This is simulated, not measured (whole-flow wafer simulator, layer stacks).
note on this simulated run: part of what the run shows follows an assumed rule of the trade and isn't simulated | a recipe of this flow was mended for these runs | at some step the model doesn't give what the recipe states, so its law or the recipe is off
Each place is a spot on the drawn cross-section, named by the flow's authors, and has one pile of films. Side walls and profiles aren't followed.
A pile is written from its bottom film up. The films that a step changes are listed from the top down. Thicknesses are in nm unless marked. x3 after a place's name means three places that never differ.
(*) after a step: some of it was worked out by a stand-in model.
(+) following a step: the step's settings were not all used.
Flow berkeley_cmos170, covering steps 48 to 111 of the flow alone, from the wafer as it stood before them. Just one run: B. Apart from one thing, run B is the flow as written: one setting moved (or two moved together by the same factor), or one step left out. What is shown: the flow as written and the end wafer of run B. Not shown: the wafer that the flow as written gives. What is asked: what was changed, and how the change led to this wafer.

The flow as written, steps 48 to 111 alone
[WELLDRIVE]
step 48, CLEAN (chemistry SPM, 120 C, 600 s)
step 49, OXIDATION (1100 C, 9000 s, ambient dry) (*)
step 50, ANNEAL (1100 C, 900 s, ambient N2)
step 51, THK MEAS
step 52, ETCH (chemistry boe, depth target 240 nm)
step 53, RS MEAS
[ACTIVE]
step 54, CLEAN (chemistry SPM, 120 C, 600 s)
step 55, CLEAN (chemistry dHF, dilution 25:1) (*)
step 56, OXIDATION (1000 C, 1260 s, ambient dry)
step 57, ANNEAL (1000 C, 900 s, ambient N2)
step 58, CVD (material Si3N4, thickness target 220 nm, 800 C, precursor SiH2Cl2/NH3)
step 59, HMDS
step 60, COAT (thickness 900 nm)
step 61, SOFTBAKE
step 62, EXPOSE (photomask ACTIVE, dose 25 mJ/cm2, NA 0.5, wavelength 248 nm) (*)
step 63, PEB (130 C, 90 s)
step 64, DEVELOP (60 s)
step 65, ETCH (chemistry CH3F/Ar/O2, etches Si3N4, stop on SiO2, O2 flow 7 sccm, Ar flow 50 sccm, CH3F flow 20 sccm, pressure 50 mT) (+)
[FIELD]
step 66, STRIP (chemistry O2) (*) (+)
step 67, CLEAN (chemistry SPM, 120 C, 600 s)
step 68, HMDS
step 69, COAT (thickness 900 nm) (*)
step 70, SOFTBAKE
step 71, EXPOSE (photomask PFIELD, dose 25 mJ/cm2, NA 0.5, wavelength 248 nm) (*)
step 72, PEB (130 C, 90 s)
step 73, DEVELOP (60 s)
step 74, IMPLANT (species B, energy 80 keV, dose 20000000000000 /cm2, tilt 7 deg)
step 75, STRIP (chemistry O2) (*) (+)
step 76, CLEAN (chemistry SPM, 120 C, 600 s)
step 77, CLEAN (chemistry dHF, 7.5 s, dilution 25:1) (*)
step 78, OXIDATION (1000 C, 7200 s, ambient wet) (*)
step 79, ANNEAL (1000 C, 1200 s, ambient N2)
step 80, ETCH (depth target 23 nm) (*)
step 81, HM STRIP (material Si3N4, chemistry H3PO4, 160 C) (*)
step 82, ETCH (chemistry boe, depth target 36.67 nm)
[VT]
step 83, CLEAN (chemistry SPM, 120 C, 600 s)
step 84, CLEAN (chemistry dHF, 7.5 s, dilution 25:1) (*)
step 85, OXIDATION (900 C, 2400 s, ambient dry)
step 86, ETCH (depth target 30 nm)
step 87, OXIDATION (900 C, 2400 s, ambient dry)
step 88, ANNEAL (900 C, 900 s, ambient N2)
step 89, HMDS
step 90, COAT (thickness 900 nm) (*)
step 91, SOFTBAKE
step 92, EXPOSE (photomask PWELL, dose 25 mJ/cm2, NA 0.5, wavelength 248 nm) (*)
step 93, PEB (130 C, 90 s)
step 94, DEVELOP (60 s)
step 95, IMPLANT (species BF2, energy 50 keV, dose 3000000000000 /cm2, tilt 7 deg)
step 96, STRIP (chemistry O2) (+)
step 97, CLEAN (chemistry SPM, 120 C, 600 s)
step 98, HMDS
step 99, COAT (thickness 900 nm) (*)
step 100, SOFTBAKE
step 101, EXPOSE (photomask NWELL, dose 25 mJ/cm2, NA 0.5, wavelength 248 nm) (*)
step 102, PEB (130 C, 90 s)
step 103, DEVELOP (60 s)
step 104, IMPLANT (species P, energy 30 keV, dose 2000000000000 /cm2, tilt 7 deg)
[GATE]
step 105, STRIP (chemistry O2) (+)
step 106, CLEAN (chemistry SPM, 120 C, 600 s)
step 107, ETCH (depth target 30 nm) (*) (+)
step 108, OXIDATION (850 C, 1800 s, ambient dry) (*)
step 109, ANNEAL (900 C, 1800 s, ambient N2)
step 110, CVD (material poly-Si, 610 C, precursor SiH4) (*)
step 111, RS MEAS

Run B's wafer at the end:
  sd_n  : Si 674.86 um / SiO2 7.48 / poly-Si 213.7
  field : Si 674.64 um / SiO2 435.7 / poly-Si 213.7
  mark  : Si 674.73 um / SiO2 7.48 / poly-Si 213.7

What caused this: step 52, ETCH: depth target 168 nm was run, whereas the flow has depth target 240 nm.

How this came from the change, step by step:
  step 52, ETCH (chemistry boe, depth target 240 nm)
      field, mark, sd_n and 10 more: SiO2 loses 168 (in the flow as written it would be: SiO2 loses 197.6 (all of it))
  step 54, CLEAN (chemistry SPM, 120 C, 600 s)
      field, mark, sd_n and 10 more: nothing (in the flow as written it would be: chemical SiO2 gains 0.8 (new film), Si loses 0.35)
  step 55, CLEAN (chemistry dHF, dilution 25:1) (*)
      field, mark, sd_n and 10 more: nothing (in the flow as written it would be: chemical SiO2 loses 0.8 (all of it))
  step 56, OXIDATION (1000 C, 1260 s, ambient dry)
      field, mark, sd_n and 10 more: SiO2 gains 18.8, Si loses 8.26 (in the flow as written it would be: SiO2 gains 26.6 (new film), Si loses 11.7)
  step 78, OXIDATION (1000 C, 7200 s, ambient wet) (*)
      sd_n, sd_p: SiO2 gains 12.1 (new film), Si3N4 loses 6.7, SiO2 gains 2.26, Si loses 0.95 (in the flow as written it would be: SiO2 gains 12.1 (new film), Si3N4 loses 6.7, SiO2 gains 0.07, Si loses 0.07)
      field: SiO2 gains 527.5, Si loses 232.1 (in the flow as written it would be: SiO2 gains 542, Si loses 238.5)
  step 82, ETCH (chemistry boe, depth target 36.67 nm)
      mark, sd_n, spacer_n and 9 more: SiO2 loses 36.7 (in the flow as written it would be: SiO2 loses 15.5 (all of it))
  step 83, CLEAN (chemistry SPM, 120 C, 600 s)
      mark, sd_n, spacer_n and 9 more: nothing (in the flow as written it would be: chemical SiO2 gains 0.8 (new film), Si loses 0.35)
  step 84, CLEAN (chemistry dHF, 7.5 s, dilution 25:1) (*)
      mark, spacer_n, gate_n and 7 more: SiO2 loses 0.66 (all of it) (in the flow as written it would be: chemical SiO2 loses 0.8 (all of it))
      sd_n, sd_p: SiO2 loses 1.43 (in the flow as written it would be: chemical SiO2 loses 0.8 (all of it))
  step 85, OXIDATION (900 C, 2400 s, ambient dry)
      sd_n, sd_p: SiO2 gains 13.5, Si loses 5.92 (in the flow as written it would be: SiO2 gains 14.9 (new film), Si loses 6.57)
